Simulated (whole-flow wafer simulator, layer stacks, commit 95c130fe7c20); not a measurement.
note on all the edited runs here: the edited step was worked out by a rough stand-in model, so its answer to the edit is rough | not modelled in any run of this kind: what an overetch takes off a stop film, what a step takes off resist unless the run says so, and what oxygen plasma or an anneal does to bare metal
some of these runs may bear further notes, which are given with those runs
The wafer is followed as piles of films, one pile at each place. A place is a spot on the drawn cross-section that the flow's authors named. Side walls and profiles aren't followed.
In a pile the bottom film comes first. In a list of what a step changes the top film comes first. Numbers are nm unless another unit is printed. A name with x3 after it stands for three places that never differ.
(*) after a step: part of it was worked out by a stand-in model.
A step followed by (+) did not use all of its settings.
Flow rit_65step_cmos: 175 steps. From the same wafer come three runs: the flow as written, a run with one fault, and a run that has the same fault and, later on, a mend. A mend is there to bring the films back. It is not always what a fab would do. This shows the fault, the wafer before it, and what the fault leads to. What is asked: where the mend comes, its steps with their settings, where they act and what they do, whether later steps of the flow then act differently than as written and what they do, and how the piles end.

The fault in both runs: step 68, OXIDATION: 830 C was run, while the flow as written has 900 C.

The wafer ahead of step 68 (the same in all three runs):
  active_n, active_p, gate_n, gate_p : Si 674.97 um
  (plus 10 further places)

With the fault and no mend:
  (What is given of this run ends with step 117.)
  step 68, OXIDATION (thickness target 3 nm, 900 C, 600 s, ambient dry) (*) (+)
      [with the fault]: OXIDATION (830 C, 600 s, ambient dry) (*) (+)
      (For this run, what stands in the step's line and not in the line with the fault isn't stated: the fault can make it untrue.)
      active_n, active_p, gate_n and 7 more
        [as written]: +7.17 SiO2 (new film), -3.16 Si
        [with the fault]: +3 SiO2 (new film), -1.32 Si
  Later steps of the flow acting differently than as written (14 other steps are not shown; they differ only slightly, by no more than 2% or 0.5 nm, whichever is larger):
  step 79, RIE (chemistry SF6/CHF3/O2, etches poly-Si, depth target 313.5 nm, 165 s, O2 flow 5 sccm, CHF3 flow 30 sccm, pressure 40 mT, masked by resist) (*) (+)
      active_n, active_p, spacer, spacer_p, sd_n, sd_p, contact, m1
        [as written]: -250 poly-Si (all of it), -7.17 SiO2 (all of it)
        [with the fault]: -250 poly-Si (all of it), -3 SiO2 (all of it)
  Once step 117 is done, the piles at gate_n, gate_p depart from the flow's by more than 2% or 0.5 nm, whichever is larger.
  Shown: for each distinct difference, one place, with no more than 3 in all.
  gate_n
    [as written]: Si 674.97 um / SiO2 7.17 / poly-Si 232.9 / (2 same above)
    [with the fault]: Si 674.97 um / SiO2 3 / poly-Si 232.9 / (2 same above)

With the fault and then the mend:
  After step 69 comes the mend.
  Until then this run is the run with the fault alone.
  step 69a, OXIDATION (900 C, 488.4 s, ambient dry) (*) (+) (a further turn of the flow's step 68, with different settings)
      active_n, active_p, gate_n and 7 more
        +4 SiO2, -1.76 Si
  Every later step of the flow that is run acts as written, at every place that is followed, to within 2% or 0.5 nm, whichever is larger.
  At the end the piles are close to the flow's at the places that both follow, differing by at most 2% or 0.5 nm, whichever is larger.
